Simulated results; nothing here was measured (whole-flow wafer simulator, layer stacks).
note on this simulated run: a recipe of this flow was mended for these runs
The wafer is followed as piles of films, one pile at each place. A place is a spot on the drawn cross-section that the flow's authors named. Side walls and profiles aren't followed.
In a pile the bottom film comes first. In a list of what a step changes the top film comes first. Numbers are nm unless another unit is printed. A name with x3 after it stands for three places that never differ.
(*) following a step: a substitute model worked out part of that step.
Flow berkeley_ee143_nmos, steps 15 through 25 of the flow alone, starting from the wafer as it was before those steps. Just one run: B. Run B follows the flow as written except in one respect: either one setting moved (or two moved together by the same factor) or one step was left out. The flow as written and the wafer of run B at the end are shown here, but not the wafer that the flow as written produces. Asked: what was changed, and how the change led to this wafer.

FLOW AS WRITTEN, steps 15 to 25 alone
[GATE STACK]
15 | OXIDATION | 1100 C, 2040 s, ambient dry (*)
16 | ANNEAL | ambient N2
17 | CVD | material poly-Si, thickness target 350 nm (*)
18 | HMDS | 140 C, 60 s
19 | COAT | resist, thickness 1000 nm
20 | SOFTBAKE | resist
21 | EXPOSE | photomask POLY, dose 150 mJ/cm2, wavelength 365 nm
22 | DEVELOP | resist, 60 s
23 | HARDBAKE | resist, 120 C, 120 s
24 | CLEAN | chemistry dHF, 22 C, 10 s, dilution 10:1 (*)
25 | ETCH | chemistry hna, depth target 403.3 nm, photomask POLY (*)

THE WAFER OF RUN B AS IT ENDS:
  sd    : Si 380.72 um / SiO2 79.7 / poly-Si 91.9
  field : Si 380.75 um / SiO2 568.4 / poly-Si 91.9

Cause: step 25, ETCH: depth target 258.1 nm was run, whereas the flow has depth target 403.3 nm.

The path from the change to this, step by step:
  25 | ETCH | chemistry hna, depth target 403.3 nm, photomask POLY (*)
      sd, contact, field: -258.1 poly-Si (in the flow as written it would be: -350 poly-Si (all of it), -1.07 SiO2)
